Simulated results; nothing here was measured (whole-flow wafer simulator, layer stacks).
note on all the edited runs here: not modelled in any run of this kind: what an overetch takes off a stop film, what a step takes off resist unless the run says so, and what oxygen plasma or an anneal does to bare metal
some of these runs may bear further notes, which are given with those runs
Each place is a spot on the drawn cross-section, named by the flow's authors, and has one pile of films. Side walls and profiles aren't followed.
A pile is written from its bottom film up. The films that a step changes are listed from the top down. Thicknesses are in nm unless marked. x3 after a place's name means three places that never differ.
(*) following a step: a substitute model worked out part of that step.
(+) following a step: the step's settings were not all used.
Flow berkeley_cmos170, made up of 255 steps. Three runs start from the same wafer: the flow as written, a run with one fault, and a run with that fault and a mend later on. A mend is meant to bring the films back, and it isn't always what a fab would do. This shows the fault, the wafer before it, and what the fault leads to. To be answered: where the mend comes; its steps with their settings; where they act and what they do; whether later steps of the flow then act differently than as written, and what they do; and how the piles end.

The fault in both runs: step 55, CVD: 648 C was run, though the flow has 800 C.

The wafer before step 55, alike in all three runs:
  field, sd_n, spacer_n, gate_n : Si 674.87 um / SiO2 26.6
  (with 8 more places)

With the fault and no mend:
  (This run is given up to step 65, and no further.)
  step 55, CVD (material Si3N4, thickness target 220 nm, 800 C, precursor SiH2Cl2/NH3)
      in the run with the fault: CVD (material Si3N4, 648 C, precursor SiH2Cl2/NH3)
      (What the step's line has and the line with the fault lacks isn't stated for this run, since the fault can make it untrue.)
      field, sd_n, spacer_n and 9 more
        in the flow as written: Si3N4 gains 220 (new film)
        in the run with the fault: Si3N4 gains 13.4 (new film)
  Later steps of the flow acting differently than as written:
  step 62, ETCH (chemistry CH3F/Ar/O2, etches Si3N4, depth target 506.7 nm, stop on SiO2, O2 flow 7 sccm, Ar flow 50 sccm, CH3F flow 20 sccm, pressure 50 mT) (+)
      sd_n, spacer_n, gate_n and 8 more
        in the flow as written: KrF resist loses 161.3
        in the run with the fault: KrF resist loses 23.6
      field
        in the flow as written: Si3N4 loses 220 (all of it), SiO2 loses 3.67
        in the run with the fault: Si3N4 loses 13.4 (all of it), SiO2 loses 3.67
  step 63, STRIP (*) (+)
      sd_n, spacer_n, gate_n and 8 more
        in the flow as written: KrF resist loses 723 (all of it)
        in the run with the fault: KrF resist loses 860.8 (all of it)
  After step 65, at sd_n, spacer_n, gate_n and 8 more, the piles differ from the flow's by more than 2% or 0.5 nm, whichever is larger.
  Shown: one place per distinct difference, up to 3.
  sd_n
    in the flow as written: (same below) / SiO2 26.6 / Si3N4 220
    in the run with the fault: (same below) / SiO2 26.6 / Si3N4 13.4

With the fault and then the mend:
  After step 55 comes the mend.
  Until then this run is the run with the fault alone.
  step 55a, CVD (material Si3N4, thickness target 207 nm, 800 C, precursor SiH2Cl2/NH3) (the flow's step 55 again, with other settings)
      field, sd_n, spacer_n and 9 more
        Si3N4 gains 207
  None of the later steps of the flow differs from how it acts as written, at any place that is followed, by more than 2% or 0.5 nm, whichever is larger.
  The piles end only slightly different from the flow's at the places that both follow, by no more than 2% or 0.5 nm, whichever is larger.
